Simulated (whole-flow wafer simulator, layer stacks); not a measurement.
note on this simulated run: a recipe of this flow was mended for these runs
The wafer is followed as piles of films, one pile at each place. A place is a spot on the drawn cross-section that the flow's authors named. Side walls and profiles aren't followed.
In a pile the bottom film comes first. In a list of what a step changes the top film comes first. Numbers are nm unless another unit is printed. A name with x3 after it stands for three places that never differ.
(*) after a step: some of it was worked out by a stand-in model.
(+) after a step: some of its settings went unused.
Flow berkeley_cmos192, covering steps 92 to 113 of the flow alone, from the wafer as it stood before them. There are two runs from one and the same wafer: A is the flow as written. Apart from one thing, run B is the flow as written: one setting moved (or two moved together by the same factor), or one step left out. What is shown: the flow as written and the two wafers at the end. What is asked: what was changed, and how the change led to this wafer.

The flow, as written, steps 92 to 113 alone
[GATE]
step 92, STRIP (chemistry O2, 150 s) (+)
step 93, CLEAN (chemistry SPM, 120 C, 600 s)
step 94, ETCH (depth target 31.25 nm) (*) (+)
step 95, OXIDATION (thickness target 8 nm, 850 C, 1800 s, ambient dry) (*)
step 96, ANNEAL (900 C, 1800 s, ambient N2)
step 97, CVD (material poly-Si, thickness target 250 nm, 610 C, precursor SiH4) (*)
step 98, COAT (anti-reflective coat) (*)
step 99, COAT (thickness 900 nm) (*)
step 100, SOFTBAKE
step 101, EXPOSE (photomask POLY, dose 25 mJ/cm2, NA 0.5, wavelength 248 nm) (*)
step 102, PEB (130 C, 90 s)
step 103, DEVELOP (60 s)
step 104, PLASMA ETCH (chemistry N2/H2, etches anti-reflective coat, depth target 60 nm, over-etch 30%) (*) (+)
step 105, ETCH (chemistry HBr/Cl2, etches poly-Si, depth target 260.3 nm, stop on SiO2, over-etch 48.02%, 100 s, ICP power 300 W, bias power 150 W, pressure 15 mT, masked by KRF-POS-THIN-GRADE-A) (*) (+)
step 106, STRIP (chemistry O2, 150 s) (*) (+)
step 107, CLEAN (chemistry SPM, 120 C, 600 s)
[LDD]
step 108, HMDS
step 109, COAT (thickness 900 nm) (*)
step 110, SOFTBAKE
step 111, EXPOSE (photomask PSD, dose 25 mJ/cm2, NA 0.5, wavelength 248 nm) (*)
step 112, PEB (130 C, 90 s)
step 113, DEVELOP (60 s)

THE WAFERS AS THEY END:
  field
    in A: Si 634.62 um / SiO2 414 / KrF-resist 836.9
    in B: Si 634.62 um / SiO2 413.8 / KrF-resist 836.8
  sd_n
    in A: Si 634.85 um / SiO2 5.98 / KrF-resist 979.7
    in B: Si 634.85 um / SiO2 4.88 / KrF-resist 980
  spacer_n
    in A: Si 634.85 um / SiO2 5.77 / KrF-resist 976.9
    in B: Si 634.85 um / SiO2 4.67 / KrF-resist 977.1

Cause: step 95, OXIDATION: thickness target 6.08 nm was run, whereas the flow has thickness target 8 nm; step 95, OXIDATION: 1368 s was run, where the flow has 1800 s.

How this came from the change, step by step:
  step 95, OXIDATION (thickness target 8 nm, 850 C, 1800 s, ambient dry) (*)
      sd_n, spacer_n, gate, sd_p, spacer_p, gate_p, contact, m1: A SiO2 gains 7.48 (new film), Si loses 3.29 | B SiO2 gains 6.38 (new film), Si loses 2.81
